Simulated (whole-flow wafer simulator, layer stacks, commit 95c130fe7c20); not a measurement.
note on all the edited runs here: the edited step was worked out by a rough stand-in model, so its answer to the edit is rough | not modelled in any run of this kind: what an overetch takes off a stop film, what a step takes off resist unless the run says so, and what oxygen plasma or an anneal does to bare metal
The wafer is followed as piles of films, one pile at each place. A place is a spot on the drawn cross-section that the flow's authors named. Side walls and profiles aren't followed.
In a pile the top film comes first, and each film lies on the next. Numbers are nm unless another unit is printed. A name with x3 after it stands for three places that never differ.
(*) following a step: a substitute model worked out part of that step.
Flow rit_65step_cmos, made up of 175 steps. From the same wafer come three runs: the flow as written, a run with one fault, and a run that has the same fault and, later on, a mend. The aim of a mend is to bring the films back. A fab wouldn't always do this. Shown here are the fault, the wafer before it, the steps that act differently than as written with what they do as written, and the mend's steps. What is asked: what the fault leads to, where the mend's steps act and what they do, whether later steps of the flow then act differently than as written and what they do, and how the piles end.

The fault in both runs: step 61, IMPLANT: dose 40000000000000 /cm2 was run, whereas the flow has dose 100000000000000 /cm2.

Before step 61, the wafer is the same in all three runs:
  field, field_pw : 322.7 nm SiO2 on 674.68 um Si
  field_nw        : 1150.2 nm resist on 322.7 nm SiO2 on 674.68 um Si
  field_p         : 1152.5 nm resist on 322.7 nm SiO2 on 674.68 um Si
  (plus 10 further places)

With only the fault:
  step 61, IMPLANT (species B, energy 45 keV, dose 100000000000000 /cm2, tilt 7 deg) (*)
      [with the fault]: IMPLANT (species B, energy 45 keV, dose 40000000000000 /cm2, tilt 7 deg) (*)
      acts as it does as written at every place that is followed
  Later steps of the flow acting differently than as written (not shown: 31 more steps that differ only slightly, by at most 2% or 0.5 nm, whichever is larger):
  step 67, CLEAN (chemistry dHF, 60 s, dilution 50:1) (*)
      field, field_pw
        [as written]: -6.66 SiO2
        [with the fault]: -6.01 SiO2
  The piles end only slightly different from the flow's at the places that both follow, by no more than 2% or 0.5 nm, whichever is larger.

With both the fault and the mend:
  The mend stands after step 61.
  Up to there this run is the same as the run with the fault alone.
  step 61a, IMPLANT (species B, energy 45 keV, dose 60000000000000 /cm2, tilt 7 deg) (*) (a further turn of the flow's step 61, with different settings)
      alters no film at any place that is followed
  None of the later steps of the flow acts differently than as written at any place that is followed.
  By the end, the piles equal the flow's at every place that both follow.
